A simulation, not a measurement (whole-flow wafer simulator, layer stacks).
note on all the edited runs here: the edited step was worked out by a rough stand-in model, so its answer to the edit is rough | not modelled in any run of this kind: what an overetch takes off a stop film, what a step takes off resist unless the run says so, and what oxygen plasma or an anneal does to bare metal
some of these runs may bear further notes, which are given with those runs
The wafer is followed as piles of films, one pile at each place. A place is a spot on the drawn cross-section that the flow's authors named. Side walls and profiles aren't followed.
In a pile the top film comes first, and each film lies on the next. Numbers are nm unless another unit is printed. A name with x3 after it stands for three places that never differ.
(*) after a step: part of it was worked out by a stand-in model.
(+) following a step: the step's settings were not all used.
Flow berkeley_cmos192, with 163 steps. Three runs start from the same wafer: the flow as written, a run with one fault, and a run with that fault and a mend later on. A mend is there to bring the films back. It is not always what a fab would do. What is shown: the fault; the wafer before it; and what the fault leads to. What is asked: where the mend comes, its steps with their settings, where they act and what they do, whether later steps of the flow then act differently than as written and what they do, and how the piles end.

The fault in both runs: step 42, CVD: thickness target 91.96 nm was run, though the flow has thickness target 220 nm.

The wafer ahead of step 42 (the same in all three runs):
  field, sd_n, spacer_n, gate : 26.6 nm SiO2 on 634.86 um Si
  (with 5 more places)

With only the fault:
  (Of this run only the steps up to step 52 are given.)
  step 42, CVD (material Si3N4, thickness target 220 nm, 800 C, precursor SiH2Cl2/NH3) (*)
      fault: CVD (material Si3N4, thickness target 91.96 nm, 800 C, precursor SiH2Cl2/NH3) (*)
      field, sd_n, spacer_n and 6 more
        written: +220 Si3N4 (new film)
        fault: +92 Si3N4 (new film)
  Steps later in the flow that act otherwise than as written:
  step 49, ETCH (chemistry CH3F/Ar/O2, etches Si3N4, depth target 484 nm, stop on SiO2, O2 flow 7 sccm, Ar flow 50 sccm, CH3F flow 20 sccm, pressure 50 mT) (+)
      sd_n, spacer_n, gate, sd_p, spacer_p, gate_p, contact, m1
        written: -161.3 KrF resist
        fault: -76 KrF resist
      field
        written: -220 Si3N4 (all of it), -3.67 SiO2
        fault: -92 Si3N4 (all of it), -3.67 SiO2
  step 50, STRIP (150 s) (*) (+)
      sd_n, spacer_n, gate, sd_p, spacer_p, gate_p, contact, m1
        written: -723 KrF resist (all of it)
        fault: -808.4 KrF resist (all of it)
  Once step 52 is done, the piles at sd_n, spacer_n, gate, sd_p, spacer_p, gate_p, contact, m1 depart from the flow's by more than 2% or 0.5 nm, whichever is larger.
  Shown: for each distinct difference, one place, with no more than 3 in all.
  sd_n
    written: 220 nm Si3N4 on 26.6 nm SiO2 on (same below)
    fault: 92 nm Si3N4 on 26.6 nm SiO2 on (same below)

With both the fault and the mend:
  After step 42 comes the mend.
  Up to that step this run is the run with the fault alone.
  step 42a, CVD (material Si3N4, thickness target 128 nm, 800 C, precursor SiH2Cl2/NH3) (*) (the flow's step 42 again, with other settings)
      field, sd_n, spacer_n and 6 more
        +128 Si3N4
  Later steps of the flow that are run all act as written at every place that is followed, up to a difference of at most 2% or 0.5 nm, whichever is larger.
  By the end, the piles equal the flow's at every place that both follow.
